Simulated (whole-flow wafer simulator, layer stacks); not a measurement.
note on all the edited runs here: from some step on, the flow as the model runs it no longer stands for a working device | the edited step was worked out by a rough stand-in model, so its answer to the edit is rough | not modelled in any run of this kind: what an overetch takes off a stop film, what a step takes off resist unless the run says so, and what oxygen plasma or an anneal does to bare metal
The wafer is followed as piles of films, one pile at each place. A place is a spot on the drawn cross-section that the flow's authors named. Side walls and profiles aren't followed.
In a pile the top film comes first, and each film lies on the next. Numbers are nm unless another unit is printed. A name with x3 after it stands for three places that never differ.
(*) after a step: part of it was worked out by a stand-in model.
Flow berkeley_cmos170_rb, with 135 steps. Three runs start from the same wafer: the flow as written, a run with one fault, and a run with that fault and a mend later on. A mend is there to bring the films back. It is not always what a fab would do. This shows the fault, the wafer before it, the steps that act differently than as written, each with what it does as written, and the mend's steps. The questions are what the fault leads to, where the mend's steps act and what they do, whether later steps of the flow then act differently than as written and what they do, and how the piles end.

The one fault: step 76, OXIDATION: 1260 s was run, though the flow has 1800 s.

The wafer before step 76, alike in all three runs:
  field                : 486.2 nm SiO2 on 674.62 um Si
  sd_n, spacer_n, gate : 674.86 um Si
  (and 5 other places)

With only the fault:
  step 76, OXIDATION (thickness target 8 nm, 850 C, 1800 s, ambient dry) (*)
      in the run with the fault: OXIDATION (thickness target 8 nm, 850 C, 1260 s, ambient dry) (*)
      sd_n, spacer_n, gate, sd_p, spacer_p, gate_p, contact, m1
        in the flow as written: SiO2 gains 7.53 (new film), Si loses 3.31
        in the run with the fault: SiO2 gains 6.13 (new film), Si loses 2.7
  None of the later steps of the flow differs from how it acts as written, at any place that is followed, by more than 2% or 0.5 nm, whichever is larger.
  At gate, gate_p, the piles at the end differ from the flow's by more than 2% or 0.5 nm, whichever is larger.
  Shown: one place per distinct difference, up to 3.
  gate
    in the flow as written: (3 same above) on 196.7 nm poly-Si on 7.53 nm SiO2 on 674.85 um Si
    in the run with the fault: (3 same above) on 196.7 nm poly-Si on 6.13 nm SiO2 on 674.85 um Si

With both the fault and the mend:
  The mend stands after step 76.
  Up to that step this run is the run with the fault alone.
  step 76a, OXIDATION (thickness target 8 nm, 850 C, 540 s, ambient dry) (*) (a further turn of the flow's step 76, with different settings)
      sd_n, spacer_n, gate, sd_p, spacer_p, gate_p, contact, m1
        SiO2 gains 1.4, Si loses 0.62
      field
        SiO2 gains 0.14, Si loses 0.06
  None of the later steps of the flow acts differently than as written at any place that is followed.
  By the end, the piles equal the flow's at every place that both follow.
